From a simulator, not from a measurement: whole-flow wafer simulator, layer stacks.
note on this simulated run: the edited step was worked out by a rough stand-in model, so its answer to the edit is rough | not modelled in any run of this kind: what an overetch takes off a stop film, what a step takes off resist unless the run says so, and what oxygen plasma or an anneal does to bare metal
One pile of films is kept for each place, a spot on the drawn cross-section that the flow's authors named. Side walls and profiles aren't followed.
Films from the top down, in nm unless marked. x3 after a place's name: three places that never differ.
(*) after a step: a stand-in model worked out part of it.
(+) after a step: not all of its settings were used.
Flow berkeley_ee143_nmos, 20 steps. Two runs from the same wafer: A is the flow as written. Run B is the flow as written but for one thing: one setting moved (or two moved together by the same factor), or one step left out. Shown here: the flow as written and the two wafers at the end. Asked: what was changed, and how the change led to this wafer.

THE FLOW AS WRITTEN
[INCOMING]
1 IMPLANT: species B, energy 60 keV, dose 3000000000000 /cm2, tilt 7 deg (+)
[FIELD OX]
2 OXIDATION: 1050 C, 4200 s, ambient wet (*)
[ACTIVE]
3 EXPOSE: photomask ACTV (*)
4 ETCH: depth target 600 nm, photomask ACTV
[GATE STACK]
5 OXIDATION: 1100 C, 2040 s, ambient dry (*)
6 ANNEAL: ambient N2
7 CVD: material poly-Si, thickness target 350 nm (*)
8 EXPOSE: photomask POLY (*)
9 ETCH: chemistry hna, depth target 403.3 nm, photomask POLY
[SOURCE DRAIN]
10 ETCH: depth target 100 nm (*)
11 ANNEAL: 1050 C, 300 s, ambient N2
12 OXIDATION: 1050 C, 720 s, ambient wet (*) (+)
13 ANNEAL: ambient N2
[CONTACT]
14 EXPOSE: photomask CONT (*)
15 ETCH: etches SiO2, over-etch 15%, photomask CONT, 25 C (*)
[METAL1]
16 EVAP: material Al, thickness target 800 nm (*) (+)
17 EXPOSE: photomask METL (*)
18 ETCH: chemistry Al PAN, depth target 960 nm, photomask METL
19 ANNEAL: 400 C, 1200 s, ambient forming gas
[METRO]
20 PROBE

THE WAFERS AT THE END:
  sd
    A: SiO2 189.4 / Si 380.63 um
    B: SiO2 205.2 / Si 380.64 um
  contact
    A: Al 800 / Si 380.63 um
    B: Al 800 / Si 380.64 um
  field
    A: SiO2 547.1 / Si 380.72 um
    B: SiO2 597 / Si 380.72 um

The cause: step 10, ETCH: depth target 45 nm was run, where the flow has depth target 100 nm.

How the change led to this, step by step:
  10 ETCH: depth target 100 nm (*)
      sd, contact: A SiO2 -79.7 (all of it) | B SiO2 -45
      field: A SiO2 -100 | B SiO2 -45
  12 OXIDATION: 1050 C, 720 s, ambient wet (*) (+)
      sd, contact: A SiO2 +189.4 (new film), Si -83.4 | B SiO2 +170.5, Si -75
      field: A SiO2 +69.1, Si -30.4 | B SiO2 +64, Si -28.2
  15 ETCH: etches SiO2, over-etch 15%, photomask CONT, 25 C (*)
      contact: A SiO2 -189.4 (all of it) | B SiO2 -205.2 (all of it)
